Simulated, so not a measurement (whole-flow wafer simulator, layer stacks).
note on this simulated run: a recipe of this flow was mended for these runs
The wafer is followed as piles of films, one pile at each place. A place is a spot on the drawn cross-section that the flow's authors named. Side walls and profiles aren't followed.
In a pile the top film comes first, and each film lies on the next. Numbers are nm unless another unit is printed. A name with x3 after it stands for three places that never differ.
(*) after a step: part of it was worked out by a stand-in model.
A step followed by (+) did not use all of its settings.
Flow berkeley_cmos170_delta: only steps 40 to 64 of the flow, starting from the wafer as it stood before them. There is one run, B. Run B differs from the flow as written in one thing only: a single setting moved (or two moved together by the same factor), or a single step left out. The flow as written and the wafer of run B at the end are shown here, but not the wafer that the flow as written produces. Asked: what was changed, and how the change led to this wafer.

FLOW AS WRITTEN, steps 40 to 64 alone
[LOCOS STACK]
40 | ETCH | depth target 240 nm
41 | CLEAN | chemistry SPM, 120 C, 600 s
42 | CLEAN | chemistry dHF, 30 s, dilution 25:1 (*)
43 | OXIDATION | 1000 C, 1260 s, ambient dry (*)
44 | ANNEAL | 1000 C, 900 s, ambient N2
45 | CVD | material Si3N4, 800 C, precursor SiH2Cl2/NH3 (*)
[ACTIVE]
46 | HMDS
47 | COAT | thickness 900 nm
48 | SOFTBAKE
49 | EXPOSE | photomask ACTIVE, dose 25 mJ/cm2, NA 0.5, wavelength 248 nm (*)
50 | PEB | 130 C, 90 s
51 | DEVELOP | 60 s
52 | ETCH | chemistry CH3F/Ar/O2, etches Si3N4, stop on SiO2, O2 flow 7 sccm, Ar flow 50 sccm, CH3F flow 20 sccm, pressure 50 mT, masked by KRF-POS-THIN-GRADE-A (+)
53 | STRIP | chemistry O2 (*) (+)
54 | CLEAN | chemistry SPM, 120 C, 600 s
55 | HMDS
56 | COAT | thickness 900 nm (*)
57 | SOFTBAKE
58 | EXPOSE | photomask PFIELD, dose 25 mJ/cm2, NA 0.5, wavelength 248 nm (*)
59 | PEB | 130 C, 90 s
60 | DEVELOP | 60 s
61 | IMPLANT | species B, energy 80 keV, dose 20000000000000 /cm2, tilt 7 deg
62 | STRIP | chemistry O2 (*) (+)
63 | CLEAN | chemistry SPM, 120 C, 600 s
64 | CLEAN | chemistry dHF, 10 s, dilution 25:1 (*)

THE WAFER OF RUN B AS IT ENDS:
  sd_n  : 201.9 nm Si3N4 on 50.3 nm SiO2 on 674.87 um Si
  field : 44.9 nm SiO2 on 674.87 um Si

What caused this: step 40, ETCH: depth target 160 nm was run, though the flow has depth target 240 nm.

Step by step, how the change led to this:
  40 | ETCH | depth target 240 nm
      field, sd_n, spacer_n and 6 more: SiO2 loses 160 (as written it would have been: SiO2 loses 197.6 (all of it))
  41 | CLEAN | chemistry SPM, 120 C, 600 s
      field, sd_n, spacer_n and 6 more: nothing (as written it would have been: chemical SiO2 gains 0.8 (new film), Si loses 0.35)
  42 | CLEAN | chemistry dHF, 30 s, dilution 25:1 (*)
      field, sd_n, spacer_n and 6 more: SiO2 loses 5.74 (as written it would have been: chemical SiO2 loses 0.8 (all of it))
  43 | OXIDATION | 1000 C, 1260 s, ambient dry (*)
      field, sd_n, spacer_n and 6 more: SiO2 gains 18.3, Si loses 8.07 (as written it would have been: SiO2 gains 26.6 (new film), Si loses 11.7)
